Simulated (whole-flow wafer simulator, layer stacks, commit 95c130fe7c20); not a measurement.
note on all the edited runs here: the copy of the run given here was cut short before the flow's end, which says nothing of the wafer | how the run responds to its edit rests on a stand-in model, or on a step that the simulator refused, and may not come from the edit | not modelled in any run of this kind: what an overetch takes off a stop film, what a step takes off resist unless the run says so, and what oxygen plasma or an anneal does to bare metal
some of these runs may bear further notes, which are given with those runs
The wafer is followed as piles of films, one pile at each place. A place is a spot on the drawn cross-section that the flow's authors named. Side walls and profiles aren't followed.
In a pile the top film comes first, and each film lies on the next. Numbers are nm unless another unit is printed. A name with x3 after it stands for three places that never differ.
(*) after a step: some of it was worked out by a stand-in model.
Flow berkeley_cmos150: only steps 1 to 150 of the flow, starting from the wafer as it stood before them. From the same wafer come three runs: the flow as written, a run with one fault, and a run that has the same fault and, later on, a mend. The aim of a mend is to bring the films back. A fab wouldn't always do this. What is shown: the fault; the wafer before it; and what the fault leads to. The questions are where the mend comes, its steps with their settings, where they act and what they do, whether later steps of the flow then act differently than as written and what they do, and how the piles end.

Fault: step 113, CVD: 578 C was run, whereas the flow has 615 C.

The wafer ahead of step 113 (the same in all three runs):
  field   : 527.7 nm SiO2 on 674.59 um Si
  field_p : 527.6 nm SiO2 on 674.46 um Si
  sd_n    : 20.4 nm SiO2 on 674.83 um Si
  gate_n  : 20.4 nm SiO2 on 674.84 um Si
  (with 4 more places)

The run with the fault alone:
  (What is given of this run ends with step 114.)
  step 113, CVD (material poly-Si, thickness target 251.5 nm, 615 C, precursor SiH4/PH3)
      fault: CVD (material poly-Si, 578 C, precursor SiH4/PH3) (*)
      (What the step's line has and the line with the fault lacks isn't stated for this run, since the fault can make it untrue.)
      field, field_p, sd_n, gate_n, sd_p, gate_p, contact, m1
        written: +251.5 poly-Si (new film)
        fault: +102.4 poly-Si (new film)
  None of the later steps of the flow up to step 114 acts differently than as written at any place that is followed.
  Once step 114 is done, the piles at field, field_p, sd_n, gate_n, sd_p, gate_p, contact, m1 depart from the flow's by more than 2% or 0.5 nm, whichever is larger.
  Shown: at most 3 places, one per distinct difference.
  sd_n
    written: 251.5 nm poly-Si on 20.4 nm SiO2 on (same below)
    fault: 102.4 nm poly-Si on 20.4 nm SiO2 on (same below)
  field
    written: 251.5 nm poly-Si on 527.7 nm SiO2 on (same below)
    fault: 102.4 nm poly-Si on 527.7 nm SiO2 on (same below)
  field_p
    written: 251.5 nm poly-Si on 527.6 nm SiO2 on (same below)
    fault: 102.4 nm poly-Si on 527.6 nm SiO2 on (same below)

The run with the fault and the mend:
  The mend stands after step 113.
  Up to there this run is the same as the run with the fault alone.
  step 113a, CVD (material poly-Si, thickness target 149.1 nm, 615 C, precursor SiH4/PH3) (*) (the flow's step 113, run once more with other settings)
      field, field_p, sd_n, gate_n, sd_p, gate_p, contact, m1
        +149.1 poly-Si
  None of the later steps of the flow differs from how it acts as written, at any place that is followed, by more than 2% or 0.5 nm, whichever is larger.
  The piles end only slightly different from the flow's at the places that both follow, by no more than 2% or 0.5 nm, whichever is larger.
